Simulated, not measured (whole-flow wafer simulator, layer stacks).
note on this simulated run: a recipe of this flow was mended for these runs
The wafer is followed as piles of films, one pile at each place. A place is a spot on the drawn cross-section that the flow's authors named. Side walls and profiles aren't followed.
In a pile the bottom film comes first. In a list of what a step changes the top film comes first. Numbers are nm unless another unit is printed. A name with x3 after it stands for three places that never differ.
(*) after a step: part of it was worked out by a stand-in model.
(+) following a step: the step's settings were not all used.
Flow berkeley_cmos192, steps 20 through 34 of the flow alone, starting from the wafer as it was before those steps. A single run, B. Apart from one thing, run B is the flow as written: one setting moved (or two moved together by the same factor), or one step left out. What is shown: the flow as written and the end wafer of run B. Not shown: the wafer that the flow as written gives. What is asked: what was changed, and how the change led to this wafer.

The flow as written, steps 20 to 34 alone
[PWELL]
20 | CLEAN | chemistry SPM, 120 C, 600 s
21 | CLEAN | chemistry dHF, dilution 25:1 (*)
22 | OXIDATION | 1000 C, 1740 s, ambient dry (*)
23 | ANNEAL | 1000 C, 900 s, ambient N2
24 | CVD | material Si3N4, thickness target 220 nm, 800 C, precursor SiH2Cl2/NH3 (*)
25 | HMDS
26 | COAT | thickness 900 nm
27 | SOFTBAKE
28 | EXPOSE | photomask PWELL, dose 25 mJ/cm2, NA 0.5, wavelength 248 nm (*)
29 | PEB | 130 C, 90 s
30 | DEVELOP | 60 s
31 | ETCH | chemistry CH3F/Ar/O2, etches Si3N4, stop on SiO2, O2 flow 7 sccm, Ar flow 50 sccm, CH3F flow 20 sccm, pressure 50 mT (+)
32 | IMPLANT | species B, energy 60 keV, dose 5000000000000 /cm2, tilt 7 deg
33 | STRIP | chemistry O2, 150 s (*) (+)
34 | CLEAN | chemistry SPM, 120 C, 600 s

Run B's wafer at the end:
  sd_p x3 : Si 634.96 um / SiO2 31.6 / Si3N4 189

Cause: step 24, CVD: thickness target 189 nm was run, though the flow has thickness target 220 nm.
The wafer lets one read it off: sd_p x3 has Si3N4 189, and step 24 as written asks for 220 nm.

How this came from the change, step by step:
  24 | CVD | material Si3N4, thickness target 220 nm, 800 C, precursor SiH2Cl2/NH3 (*)
      field x6, sd_p x3: Si3N4 gains 189 (new film) (it would be, as written: Si3N4 gains 220 (new film))
  31 | ETCH | chemistry CH3F/Ar/O2, etches Si3N4, stop on SiO2, O2 flow 7 sccm, Ar flow 50 sccm, CH3F flow 20 sccm, pressure 50 mT (+)
      field x6: Si3N4 loses 189 (all of it), SiO2 loses 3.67 (it would be, as written: Si3N4 loses 220 (all of it), SiO2 loses 3.67)
      sd_p x3: KrF-resist loses 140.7 (it would be, as written: KrF-resist loses 161.3)
  33 | STRIP | chemistry O2, 150 s (*) (+)
      sd_p x3: KrF-resist loses 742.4 (all of it) (it would be, as written: KrF-resist loses 721.7 (all of it))
